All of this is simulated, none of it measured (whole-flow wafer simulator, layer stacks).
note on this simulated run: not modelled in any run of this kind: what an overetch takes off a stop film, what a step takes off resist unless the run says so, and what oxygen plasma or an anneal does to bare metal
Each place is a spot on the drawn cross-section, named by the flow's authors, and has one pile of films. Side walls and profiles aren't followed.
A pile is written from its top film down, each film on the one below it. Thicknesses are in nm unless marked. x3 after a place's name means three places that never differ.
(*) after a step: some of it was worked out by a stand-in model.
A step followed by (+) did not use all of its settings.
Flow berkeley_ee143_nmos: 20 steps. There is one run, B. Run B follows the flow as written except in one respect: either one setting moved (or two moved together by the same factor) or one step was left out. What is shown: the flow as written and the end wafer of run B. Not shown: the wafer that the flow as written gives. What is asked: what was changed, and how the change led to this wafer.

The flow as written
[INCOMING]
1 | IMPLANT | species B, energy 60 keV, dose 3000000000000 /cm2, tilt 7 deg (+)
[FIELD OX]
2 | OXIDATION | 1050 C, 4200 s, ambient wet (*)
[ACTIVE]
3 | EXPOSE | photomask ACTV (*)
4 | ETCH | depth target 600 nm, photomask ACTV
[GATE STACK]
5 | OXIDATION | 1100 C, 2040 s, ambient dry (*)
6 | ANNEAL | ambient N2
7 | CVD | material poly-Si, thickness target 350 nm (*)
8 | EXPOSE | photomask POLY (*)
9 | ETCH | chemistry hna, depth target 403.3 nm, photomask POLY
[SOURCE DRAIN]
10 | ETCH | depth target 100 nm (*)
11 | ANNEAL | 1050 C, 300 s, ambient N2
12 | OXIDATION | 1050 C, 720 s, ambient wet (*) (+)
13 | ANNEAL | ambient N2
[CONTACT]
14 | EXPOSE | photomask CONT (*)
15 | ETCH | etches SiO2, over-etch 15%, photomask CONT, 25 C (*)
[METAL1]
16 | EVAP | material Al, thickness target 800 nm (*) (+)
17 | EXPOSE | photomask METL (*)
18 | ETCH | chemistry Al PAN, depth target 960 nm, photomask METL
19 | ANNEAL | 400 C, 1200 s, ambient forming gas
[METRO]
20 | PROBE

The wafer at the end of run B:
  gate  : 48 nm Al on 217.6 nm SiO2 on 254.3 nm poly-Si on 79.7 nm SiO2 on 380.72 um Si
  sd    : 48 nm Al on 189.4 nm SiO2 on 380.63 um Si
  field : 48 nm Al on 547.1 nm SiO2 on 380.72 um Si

The reason: step 18, ETCH: depth target 752 nm was run, though the flow has depth target 960 nm.

Step by step, how the change led to this:
  18 | ETCH | chemistry Al PAN, depth target 960 nm, photomask METL
      gate, sd, field: Al loses 752 (it would be, as written: Al loses 800 (all of it))
With metal films that touch counted as one body, gate has 1 body; the flow as written gives 0 bodies.
With metal films that touch counted as one body, sd has 1 body; the flow as written gives 0 bodies.
With metal films that touch counted as one body, field has 1 body; the flow as written gives 0 bodies.
